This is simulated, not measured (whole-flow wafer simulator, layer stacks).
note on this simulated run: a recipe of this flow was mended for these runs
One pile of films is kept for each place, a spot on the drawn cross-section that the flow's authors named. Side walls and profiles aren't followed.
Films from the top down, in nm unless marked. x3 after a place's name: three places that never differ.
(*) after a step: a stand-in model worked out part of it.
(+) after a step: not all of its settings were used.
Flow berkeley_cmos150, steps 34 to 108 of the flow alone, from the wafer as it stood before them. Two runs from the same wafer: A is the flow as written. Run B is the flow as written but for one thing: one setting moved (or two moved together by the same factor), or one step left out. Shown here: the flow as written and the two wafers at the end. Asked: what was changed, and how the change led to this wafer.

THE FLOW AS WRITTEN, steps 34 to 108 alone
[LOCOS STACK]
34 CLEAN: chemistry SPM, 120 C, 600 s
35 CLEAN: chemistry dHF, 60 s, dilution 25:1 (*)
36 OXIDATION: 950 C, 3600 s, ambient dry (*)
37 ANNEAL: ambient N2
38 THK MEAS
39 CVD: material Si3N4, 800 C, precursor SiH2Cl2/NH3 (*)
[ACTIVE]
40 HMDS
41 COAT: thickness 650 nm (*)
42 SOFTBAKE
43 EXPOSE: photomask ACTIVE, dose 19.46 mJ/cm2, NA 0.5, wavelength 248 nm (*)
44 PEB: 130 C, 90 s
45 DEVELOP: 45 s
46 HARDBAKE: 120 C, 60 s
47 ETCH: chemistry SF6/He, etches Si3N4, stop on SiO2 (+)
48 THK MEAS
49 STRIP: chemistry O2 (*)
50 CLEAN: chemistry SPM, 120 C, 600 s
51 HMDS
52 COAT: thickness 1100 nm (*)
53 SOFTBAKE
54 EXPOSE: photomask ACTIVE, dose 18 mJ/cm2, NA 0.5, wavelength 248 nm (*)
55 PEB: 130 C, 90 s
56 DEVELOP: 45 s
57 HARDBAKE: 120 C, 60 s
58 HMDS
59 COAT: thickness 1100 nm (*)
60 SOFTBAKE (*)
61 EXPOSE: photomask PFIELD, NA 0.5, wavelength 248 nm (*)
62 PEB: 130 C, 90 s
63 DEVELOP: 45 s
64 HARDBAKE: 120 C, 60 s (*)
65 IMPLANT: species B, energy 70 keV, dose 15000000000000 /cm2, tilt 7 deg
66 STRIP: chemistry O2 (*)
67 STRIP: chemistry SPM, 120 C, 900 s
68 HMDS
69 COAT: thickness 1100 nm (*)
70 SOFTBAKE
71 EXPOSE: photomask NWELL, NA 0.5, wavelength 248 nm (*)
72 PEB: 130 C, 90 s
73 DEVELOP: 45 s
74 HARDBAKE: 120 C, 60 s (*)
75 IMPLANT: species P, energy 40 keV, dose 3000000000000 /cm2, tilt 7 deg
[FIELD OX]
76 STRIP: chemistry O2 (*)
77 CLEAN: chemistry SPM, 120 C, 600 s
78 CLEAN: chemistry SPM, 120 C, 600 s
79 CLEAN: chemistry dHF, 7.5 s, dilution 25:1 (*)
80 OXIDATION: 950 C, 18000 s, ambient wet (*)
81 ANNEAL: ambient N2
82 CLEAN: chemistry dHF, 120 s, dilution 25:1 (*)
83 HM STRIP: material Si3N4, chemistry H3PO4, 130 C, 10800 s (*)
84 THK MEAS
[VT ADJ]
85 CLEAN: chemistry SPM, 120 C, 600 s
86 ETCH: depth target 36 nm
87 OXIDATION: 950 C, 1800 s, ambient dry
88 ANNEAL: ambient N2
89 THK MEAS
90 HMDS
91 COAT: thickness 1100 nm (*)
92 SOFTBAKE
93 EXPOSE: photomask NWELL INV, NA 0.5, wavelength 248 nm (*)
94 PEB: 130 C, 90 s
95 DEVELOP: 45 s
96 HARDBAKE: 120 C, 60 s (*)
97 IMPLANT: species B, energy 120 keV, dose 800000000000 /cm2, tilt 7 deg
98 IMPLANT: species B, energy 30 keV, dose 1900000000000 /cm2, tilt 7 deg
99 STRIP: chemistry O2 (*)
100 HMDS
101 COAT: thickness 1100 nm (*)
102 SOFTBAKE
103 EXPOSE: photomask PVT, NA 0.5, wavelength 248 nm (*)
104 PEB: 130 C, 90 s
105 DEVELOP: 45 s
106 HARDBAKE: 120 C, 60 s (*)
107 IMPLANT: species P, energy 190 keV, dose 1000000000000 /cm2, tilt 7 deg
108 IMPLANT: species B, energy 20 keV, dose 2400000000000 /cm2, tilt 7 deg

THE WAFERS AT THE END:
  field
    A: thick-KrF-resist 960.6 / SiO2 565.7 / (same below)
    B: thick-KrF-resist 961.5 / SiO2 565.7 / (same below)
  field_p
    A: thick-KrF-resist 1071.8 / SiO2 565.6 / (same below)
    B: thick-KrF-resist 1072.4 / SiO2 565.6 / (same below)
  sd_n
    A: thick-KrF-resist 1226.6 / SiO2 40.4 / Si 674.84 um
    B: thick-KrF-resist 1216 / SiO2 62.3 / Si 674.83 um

The cause: step 39, CVD: 760 C was run, where the flow has 800 C.

How the change led to this, step by step:
  39 CVD: material Si3N4, 800 C, precursor SiH2Cl2/NH3 (*)
      field, field_p, sd_n, gate_n, sd_p, gate_p, contact, m1: A Si3N4 +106 (new film) | B Si3N4 +63.6 (new film)
  47 ETCH: chemistry SF6/He, etches Si3N4, stop on SiO2 (+)
      sd_n, gate_n, sd_p, gate_p, contact, m1: A KrF-resist -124 | B KrF-resist -77.8
      field, field_p: A Si3N4 -106 (all of it), SiO2 -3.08 | B Si3N4 -63.6 (all of it), SiO2 -3.08
  49 STRIP: chemistry O2 (*)
      sd_n: A KrF-resist -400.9 (all of it) | B KrF-resist -447 (all of it)
      gate_n: A KrF-resist -409.3 (all of it) | B KrF-resist -455.4 (all of it)
      (and at 4 more places)
  52 COAT: thickness 1100 nm (*)
      sd_n: A thick-KrF-resist +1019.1 (new film) | B thick-KrF-resist +1043.5 (new film)
      m1: A thick-KrF-resist +1029.1 (new film) | B thick-KrF-resist +1053.5 (new film)
  57 HARDBAKE: 120 C, 60 s
      sd_n: A thick-KrF-resist -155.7 | B thick-KrF-resist -159.4
      m1: A thick-KrF-resist -157.2 | B thick-KrF-resist -160.9
  66 STRIP: chemistry O2 (*)
      sd_n: A thick-KrF-resist -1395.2 (all of it) | B thick-KrF-resist -1424.8 (all of it)
  69 COAT: thickness 1100 nm (*)
      sd_n: A thick-KrF-resist +1019.1 (new film) | B thick-KrF-resist +1043.5 (new film)
      m1: A thick-KrF-resist +1029.1 (new film) | B thick-KrF-resist +1053.5 (new film)
  76 STRIP: chemistry O2 (*)
      sd_n: A thick-KrF-resist -1003.4 (all of it) | B thick-KrF-resist -1027.7 (all of it)
      m1: A thick-KrF-resist -1013.3 (all of it) | B thick-KrF-resist -1037.6 (all of it)
  80 OXIDATION: 950 C, 18000 s, ambient wet (*)
      sd_n: A SiO2 +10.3 (new film), Si3N4 -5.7, SiO2 +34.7, Si -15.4 | B SiO2 +10.3 (new film), Si3N4 -5.7, SiO2 +60.6, Si -27.1
  83 HM STRIP: material Si3N4, chemistry H3PO4, 130 C, 10800 s (*)
      sd_n, gate_n, contact, m1: A Si3N4 -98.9 (all of it), SiO2 -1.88 | B Si3N4 -56.4 (all of it), SiO2 -2.24
      sd_p, gate_p: A Si3N4 -98.7 (all of it), SiO2 -1.88 | B Si3N4 -56.2 (all of it), SiO2 -2.24
  87 OXIDATION: 950 C, 1800 s, ambient dry
      sd_n: A SiO2 +12.1, Si -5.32 | B SiO2 +8.54, Si -3.76
